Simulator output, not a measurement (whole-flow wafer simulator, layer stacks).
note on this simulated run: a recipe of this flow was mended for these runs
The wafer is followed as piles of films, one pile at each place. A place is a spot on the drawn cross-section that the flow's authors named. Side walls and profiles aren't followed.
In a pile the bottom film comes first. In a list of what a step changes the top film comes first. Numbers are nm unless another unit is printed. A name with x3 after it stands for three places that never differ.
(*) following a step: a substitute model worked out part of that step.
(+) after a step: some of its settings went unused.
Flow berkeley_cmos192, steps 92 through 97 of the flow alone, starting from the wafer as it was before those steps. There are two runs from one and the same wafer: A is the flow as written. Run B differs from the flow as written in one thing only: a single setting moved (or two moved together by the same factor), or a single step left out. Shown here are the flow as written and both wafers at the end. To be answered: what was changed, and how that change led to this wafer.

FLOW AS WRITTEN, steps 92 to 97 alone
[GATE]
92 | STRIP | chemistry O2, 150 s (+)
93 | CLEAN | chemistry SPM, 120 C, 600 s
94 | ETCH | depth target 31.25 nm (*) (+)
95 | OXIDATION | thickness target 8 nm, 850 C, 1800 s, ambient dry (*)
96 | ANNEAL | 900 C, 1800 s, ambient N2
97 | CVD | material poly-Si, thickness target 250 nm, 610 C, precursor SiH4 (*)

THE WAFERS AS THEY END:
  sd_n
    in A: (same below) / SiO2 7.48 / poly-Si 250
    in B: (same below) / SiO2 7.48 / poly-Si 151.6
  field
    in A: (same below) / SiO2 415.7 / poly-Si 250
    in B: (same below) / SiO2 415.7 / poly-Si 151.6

The reason: step 97, CVD: 587 C was run, whereas the flow has 610 C.

How this came from the change, step by step:
  97 | CVD | material poly-Si, thickness target 250 nm, 610 C, precursor SiH4 (*)
      field, sd_n, spacer_n, gate, sd_p, spacer_p x2, contact, m1: A poly-Si gains 250 (new film) | B poly-Si gains 151.6 (new film)
